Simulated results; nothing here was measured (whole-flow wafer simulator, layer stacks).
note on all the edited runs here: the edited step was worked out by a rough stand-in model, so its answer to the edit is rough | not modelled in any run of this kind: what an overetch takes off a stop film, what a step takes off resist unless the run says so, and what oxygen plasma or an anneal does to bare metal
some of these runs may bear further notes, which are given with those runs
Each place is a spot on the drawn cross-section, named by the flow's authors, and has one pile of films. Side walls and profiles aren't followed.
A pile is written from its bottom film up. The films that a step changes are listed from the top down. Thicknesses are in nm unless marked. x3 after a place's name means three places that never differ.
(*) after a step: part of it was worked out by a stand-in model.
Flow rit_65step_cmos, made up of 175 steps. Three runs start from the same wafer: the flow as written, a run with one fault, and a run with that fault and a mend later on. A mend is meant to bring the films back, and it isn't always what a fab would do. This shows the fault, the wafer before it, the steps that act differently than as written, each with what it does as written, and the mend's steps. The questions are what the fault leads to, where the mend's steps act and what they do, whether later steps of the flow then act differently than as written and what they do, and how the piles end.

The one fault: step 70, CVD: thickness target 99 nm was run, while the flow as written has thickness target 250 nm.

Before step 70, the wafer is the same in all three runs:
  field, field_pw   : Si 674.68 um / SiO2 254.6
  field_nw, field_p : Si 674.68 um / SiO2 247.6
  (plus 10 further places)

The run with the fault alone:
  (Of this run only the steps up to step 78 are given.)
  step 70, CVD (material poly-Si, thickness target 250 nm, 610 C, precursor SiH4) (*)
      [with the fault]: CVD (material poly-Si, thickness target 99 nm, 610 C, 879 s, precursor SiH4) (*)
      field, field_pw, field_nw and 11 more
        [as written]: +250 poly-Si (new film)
        [with the fault]: +99 poly-Si (new film)
  Every later step of the flow up to step 78 that is run acts as written, at every place that is followed, to within 2% or 0.5 nm, whichever is larger.
  Once step 78 is done, the piles at field, field_pw, field_nw and 11 more depart from the flow's by more than 2% or 0.5 nm, whichever is larger.
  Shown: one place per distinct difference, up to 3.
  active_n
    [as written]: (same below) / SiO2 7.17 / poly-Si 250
    [with the fault]: (same below) / SiO2 7.17 / poly-Si 99
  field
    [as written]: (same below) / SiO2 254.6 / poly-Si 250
    [with the fault]: (same below) / SiO2 254.6 / poly-Si 99
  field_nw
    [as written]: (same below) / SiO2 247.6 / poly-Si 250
    [with the fault]: (same below) / SiO2 247.6 / poly-Si 99

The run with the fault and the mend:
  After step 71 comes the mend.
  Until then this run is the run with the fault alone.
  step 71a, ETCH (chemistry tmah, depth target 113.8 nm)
      field, field_pw, field_nw and 11 more
        -99 poly-Si (all of it)
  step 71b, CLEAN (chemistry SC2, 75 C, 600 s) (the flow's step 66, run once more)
      alters no film at any place that is followed
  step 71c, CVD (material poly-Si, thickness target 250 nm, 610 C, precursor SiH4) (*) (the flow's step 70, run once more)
      field, field_pw, field_nw and 11 more
        +250 poly-Si (new film)
  Every later step of the flow that is run acts as written at every place that is followed.
  At every place that both follow, the piles at the end match the flow's.
